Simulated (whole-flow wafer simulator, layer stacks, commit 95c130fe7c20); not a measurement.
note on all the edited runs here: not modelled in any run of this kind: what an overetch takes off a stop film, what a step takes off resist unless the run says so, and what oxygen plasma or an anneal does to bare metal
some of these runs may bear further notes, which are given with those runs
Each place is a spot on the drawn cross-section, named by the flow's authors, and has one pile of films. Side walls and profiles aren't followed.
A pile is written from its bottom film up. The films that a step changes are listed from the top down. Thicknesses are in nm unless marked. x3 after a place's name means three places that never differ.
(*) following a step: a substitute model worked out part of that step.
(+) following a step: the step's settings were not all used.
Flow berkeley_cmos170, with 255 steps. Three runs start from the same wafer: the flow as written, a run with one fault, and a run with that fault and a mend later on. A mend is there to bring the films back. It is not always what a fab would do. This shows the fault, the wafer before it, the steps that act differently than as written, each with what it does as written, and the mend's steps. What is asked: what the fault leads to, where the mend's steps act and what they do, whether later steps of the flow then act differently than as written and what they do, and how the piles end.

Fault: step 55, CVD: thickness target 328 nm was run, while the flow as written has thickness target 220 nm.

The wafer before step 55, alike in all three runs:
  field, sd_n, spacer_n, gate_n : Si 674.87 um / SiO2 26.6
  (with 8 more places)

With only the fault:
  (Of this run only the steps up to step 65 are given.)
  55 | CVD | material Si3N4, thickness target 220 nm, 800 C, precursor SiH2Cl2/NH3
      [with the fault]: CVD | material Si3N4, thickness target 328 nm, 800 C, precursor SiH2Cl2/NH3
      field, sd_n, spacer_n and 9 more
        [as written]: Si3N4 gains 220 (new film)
        [with the fault]: Si3N4 gains 328 (new film)
  Steps further on in the flow that do not act as written:
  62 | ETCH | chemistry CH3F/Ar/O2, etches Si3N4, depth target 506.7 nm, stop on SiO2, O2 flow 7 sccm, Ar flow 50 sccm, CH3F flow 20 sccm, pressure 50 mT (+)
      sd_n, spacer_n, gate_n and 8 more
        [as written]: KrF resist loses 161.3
        [with the fault]: KrF resist loses 233.3
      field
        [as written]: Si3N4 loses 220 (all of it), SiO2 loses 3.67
        [with the fault]: Si3N4 loses 328 (all of it), SiO2 loses 3.67
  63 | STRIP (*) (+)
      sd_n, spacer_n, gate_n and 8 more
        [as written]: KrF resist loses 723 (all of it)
        [with the fault]: KrF resist loses 651 (all of it)
  Once step 65 is done, the piles at sd_n, spacer_n, gate_n and 8 more depart from the flow's by more than 2% or 0.5 nm, whichever is larger.
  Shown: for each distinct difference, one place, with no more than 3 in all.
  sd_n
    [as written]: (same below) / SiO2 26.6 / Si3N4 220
    [with the fault]: (same below) / SiO2 26.6 / Si3N4 328

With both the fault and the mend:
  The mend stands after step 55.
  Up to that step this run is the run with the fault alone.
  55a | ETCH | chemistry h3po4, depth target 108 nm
      field, sd_n, spacer_n and 9 more
        Si3N4 loses 108
  Every later step of the flow that is run acts as written at every place that is followed.
  By the end, the piles equal the flow's at every place that both follow.
